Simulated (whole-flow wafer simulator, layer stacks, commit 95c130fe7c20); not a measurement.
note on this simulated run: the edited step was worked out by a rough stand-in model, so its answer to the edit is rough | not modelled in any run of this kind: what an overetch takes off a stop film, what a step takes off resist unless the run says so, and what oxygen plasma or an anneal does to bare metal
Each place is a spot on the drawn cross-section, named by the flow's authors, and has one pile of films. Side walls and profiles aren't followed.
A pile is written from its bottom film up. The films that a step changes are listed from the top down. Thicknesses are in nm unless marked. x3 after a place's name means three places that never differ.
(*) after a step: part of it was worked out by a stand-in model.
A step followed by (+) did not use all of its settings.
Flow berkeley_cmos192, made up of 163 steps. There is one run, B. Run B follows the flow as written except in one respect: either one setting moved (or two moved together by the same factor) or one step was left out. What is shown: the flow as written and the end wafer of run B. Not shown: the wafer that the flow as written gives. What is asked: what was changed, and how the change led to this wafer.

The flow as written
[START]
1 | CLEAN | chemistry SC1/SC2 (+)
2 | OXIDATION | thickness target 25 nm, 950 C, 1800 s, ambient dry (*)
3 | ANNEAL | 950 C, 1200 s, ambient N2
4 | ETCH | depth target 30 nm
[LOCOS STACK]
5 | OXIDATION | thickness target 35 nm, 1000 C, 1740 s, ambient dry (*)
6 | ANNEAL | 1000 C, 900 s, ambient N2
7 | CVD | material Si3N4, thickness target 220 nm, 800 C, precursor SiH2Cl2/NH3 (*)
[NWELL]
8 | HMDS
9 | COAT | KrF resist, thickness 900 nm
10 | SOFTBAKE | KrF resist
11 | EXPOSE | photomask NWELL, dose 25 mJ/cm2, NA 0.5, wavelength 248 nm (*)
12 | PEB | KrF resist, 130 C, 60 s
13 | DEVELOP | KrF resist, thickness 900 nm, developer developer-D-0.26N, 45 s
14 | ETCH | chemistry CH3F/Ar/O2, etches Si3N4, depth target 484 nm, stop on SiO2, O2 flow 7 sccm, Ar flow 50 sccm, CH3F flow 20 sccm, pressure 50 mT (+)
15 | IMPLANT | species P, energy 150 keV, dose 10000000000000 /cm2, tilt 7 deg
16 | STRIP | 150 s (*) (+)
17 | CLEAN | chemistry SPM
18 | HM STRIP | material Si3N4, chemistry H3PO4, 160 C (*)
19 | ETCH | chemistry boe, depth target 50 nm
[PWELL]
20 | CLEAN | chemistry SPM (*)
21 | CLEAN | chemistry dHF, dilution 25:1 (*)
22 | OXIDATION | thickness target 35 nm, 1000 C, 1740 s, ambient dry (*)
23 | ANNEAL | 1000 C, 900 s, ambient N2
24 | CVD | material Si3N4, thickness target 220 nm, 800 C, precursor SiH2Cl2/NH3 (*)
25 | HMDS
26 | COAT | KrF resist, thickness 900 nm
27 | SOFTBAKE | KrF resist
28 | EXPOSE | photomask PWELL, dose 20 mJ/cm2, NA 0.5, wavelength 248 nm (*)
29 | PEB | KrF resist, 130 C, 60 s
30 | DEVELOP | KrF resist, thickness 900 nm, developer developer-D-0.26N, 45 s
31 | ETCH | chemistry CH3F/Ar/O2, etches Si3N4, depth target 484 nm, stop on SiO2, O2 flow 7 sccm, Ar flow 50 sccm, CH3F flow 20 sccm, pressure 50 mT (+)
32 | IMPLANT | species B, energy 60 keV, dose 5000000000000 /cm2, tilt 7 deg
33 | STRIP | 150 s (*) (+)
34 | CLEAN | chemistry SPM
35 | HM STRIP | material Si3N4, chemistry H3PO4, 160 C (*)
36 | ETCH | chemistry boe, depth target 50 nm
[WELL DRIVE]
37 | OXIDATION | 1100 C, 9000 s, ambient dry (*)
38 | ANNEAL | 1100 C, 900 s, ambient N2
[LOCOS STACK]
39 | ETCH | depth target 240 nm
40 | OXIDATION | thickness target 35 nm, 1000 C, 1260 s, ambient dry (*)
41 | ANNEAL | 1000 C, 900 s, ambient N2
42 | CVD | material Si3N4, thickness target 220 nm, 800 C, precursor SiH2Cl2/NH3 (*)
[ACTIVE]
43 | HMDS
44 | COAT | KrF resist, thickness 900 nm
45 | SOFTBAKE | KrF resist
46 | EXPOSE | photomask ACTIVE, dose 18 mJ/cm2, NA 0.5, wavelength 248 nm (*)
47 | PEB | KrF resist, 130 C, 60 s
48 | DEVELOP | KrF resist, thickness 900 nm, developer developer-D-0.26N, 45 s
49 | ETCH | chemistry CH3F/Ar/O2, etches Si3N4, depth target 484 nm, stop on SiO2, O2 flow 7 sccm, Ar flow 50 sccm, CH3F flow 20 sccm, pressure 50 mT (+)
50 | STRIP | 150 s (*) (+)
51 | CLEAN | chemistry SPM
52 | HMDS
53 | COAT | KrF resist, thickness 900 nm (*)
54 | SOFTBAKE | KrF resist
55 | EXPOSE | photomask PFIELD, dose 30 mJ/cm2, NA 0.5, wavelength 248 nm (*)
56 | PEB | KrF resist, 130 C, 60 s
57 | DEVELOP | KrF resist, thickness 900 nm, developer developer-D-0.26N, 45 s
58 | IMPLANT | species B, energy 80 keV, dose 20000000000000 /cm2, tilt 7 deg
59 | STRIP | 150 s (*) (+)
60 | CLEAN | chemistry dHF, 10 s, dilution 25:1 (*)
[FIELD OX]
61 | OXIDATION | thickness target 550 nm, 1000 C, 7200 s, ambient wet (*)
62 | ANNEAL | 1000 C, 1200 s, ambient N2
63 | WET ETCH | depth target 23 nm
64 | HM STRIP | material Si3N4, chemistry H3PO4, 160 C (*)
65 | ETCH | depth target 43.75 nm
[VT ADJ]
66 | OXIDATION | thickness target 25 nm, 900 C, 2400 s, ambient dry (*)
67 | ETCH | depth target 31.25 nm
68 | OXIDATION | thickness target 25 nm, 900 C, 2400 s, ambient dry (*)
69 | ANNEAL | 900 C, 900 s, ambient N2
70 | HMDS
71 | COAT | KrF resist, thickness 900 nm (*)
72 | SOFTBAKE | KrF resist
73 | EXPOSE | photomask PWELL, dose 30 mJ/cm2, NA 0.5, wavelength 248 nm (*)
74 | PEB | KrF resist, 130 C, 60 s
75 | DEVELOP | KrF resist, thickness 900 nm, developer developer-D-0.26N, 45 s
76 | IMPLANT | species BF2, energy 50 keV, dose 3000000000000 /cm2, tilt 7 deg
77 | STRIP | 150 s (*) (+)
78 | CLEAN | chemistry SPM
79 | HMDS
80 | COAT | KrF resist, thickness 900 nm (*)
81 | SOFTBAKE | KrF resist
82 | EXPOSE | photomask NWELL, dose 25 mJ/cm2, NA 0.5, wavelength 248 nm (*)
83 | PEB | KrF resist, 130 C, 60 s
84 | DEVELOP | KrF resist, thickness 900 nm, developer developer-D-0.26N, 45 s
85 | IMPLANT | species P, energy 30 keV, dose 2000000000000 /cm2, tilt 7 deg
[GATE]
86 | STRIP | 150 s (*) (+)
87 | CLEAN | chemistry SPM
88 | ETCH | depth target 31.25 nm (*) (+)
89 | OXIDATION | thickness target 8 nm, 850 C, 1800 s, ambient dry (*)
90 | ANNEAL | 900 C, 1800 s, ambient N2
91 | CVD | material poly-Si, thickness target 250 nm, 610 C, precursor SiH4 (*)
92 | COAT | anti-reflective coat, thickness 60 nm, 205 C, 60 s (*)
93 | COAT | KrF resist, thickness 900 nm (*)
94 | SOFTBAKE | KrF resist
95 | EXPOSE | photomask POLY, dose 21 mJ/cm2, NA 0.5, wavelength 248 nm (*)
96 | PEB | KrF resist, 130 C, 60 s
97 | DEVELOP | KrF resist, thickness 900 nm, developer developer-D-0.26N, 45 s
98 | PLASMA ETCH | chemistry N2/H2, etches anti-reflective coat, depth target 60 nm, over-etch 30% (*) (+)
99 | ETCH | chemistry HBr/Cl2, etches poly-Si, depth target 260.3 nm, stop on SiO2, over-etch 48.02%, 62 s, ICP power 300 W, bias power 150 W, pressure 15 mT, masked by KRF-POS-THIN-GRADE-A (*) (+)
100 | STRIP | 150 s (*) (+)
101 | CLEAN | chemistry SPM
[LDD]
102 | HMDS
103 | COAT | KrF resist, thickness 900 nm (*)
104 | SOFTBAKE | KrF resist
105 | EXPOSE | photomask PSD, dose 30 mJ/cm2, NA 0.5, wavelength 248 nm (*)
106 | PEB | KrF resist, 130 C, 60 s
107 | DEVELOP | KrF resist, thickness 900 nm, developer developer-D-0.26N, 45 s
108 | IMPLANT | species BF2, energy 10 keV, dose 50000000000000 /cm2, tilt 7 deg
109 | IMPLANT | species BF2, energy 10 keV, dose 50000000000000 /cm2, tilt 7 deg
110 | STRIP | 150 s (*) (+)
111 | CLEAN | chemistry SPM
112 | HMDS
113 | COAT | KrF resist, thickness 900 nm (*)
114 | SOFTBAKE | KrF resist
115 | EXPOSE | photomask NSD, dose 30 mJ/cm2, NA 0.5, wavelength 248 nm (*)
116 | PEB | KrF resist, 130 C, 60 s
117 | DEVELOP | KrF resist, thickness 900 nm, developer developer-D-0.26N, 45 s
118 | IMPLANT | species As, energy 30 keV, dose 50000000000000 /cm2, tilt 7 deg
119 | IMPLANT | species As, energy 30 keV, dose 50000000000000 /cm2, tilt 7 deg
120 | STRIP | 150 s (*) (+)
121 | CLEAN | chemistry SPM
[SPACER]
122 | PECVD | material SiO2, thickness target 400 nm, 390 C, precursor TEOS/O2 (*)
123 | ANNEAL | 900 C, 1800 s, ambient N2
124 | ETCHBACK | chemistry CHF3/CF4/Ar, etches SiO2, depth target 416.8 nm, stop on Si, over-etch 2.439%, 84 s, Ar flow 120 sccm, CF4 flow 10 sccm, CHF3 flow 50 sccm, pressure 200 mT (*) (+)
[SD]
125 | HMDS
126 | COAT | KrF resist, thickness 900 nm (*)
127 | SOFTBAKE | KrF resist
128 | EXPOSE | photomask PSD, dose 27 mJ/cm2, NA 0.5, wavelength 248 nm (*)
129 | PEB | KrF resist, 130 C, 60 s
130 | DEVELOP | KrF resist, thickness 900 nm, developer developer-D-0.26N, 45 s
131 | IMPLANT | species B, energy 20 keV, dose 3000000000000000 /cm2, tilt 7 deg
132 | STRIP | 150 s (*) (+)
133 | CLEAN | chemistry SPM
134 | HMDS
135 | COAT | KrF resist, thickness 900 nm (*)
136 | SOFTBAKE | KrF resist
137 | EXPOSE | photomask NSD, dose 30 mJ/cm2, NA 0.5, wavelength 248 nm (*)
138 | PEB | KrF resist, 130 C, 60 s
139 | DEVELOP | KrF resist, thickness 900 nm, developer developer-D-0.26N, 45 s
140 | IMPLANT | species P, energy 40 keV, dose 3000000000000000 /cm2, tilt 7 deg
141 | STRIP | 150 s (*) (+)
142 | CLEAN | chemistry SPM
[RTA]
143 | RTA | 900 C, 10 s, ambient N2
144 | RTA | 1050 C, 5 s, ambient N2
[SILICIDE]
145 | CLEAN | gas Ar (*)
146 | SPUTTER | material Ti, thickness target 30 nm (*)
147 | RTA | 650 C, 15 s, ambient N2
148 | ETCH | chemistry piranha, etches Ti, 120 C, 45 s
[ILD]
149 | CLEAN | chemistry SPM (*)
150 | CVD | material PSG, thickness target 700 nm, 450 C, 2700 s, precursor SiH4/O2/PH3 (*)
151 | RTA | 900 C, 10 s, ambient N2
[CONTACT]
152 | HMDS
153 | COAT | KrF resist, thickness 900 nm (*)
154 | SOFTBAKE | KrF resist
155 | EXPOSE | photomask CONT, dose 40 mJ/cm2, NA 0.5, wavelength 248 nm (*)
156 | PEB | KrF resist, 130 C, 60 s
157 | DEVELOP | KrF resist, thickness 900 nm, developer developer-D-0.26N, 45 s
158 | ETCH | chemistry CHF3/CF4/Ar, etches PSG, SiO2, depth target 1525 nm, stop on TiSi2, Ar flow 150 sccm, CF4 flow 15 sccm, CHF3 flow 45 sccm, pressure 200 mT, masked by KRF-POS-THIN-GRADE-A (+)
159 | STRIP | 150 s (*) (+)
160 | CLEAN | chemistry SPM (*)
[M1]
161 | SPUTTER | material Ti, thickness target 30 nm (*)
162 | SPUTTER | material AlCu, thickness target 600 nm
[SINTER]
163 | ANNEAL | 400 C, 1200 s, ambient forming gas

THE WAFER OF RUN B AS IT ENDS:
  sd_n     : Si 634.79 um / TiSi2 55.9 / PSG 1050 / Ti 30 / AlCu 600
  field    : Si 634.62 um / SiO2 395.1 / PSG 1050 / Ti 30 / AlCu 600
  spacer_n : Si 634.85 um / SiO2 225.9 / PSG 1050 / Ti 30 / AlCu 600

Cause: step 150, CVD: thickness target 1050 nm was run, though the flow has thickness target 700 nm.
The wafer lets one read it off: sd_n has PSG 1050, and step 150 as written asks for 700 nm.

Step by step, how the change led to this:
  150 | CVD | material PSG, thickness target 700 nm, 450 C, 2700 s, precursor SiH4/O2/PH3 (*)
      field, sd_n, spacer_n, gate, spacer_p, gate_p, contact, m1: PSG gains 1050 (new film) (as written it would have been: PSG gains 700 (new film))
      sd_p: PSG gains 1050 (new film) (as written it would have been: PSG gains 665.5 (new film))
  153 | COAT | KrF resist, thickness 900 nm (*)
      sd_p: KrF resist gains 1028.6 (new film) (as written it would have been: KrF resist gains 1051.6 (new film))
  158 | ETCH | chemistry CHF3/CF4/Ar, etches PSG, SiO2, depth target 1525 nm, stop on TiSi2, Ar flow 150 sccm, CF4 flow 15 sccm, CHF3 flow 45 sccm, pressure 200 mT, masked by KRF-POS-THIN-GRADE-A (+)
      field, sd_n, spacer_n, gate, sd_p, spacer_p, gate_p, m1: KrF resist loses 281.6 (as written it would have been: KrF resist loses 194.1)
      contact: PSG loses 1050 (all of it), TiSi2 loses 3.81 (as written it would have been: PSG loses 700 (all of it), TiSi2 loses 3.81)
  159 | STRIP | 150 s (*) (+)
      field: KrF resist loses 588 (all of it) (as written it would have been: KrF resist loses 671.6 (all of it))
      sd_n: KrF resist loses 708 (all of it) (as written it would have been: KrF resist loses 792.3 (all of it))
      (also at 6 further places)
  161 | SPUTTER | material Ti, thickness target 30 nm (*)
      sd_p: Ti gains 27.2 (new film) (as written it would have been: Ti gains 26.6 (new film))
      contact: Ti gains 17.4 (new film) (as written it would have been: Ti gains 21.1 (new film))
  162 | SPUTTER | material AlCu, thickness target 600 nm
      sd_p: AlCu gains 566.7 (new film) (as written it would have been: AlCu gains 551.2 (new film))
      contact: AlCu gains 333.9 (new film) (as written it would have been: AlCu gains 410.9 (new film))
